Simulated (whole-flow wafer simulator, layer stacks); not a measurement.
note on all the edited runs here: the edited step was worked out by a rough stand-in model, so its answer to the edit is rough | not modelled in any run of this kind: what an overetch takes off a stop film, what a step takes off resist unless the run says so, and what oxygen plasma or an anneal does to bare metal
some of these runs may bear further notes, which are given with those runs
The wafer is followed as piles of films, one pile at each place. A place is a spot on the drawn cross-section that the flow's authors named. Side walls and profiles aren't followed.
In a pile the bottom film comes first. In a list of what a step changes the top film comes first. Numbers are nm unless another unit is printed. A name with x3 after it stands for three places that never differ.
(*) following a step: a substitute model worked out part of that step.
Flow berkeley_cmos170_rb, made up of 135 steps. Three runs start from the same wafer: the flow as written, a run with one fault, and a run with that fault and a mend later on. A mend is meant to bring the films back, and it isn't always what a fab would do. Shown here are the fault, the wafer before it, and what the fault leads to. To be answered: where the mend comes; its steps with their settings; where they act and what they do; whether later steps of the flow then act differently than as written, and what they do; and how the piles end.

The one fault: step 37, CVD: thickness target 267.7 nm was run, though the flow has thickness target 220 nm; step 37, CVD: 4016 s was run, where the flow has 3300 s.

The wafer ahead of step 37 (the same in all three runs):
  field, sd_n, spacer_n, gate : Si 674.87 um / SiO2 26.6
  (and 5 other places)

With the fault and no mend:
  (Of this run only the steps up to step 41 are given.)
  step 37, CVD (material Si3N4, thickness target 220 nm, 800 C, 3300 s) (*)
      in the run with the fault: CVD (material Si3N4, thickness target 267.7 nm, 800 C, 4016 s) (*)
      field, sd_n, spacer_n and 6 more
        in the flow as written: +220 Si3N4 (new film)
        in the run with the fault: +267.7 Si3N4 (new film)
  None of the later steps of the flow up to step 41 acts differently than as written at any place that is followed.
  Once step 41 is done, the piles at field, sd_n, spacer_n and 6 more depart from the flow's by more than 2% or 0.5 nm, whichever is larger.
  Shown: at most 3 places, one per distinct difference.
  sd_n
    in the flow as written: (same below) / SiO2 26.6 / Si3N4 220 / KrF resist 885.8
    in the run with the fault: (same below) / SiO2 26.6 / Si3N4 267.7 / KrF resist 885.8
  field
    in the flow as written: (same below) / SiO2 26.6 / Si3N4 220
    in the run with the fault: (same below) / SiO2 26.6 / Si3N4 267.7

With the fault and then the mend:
  The mend follows step 37.
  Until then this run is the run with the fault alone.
  step 37a, ETCH (chemistry h3po4, depth target 47.7 nm) (the flow's step 30 again, with other settings)
      field, sd_n, spacer_n and 6 more
        -47.7 Si3N4
  None of the later steps of the flow acts differently than as written at any place that is followed.
  The piles end the same as the flow's at every place that both follow.
